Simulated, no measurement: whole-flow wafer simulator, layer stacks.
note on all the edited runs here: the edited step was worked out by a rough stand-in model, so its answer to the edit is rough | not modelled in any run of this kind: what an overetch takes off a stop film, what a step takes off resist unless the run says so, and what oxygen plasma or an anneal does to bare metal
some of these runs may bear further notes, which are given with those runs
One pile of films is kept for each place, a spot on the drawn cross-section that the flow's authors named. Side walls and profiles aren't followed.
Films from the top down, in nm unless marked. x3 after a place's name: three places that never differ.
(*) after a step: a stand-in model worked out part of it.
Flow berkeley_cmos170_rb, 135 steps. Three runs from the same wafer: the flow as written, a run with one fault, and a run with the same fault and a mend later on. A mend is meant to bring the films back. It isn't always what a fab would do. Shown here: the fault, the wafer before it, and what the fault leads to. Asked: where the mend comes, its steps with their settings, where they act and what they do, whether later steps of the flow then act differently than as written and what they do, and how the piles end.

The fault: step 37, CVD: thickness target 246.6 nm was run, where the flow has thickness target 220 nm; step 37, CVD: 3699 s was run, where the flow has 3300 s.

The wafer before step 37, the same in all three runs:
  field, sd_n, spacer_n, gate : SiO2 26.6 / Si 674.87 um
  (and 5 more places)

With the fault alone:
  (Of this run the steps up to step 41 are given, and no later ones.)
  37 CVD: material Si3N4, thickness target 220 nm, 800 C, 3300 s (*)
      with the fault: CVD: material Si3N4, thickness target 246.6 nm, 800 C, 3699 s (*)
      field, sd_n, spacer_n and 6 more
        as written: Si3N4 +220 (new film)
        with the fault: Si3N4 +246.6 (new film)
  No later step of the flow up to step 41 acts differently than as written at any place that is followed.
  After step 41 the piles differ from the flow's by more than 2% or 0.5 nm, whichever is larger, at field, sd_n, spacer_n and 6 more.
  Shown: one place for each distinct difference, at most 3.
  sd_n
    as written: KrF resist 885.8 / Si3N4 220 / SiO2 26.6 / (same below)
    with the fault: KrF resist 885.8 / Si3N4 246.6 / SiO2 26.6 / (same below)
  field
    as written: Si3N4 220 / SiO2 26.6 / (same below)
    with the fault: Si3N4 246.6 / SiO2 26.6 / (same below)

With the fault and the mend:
  The mend comes after step 37.
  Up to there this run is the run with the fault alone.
  37a ETCH: chemistry h3po4, depth target 284 nm (the flow's step 30 once more, with other settings)
      field, sd_n, spacer_n and 6 more
        Si3N4 -246.6 (all of it)
  37b CLEAN (*)
      changes no film at any place that is followed
  37c CVD: material Si3N4, thickness target 220 nm, 800 C, 3300 s (*) (the flow's step 37 once more)
      field, sd_n, spacer_n and 6 more
        Si3N4 +220 (new film)
  No later step of the flow acts differently than as written at any place that is followed.
  At the end the piles are the same as the flow's at every place that both follow.
